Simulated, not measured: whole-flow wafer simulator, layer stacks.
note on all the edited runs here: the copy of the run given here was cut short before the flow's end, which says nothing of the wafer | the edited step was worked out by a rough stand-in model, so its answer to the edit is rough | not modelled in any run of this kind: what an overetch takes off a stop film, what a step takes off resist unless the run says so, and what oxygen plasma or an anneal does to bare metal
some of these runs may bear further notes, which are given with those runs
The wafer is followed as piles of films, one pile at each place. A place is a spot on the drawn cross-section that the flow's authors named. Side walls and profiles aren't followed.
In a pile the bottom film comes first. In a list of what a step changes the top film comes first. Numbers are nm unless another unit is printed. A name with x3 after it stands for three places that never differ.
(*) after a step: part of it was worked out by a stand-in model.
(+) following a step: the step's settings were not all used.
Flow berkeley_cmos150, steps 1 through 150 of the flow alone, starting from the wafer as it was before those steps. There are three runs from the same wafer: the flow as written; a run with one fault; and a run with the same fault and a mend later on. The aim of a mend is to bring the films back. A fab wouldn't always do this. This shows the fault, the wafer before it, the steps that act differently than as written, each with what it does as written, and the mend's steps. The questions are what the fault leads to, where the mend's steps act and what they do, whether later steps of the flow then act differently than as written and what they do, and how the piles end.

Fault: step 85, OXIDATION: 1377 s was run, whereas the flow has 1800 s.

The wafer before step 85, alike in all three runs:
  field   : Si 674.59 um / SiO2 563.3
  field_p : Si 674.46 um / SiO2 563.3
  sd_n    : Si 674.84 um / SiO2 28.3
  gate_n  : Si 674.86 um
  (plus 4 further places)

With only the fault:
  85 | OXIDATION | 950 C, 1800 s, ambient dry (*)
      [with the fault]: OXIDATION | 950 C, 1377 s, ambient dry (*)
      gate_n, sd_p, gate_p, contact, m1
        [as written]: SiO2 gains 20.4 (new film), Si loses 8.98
        [with the fault]: SiO2 gains 17.3 (new film), Si loses 7.63
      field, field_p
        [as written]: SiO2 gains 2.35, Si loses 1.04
        [with the fault]: SiO2 gains 1.8, Si loses 0.79
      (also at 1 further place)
  Later steps of the flow acting differently than as written (21 other steps are not shown; they differ only slightly, by no more than 2% or 0.5 nm, whichever is larger):
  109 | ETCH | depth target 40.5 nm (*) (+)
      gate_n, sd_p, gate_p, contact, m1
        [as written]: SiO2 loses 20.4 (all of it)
        [with the fault]: SiO2 loses 17.3 (all of it)
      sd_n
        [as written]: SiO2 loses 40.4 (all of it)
        [with the fault]: SiO2 loses 38 (all of it)
  When the end is reached, the piles differ only a little from the flow's at the places that both follow, at most by 2% or 0.5 nm, whichever is larger.

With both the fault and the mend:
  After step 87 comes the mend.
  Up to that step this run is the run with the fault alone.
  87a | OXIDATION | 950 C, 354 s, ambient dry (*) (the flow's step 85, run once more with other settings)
      gate_n, sd_p, gate_p, contact, m1
        SiO2 gains 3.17, Si loses 1.4
      field, field_p
        SiO2 gains 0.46, Si loses 0.2
      sd_n
        SiO2 gains 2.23, Si loses 0.98
  Every later step of the flow that is run acts as written, at every place that is followed, to within 2% or 0.5 nm, whichever is larger.
  When the end is reached, the piles differ only a little from the flow's at the places that both follow, at most by 2% or 0.5 nm, whichever is larger.
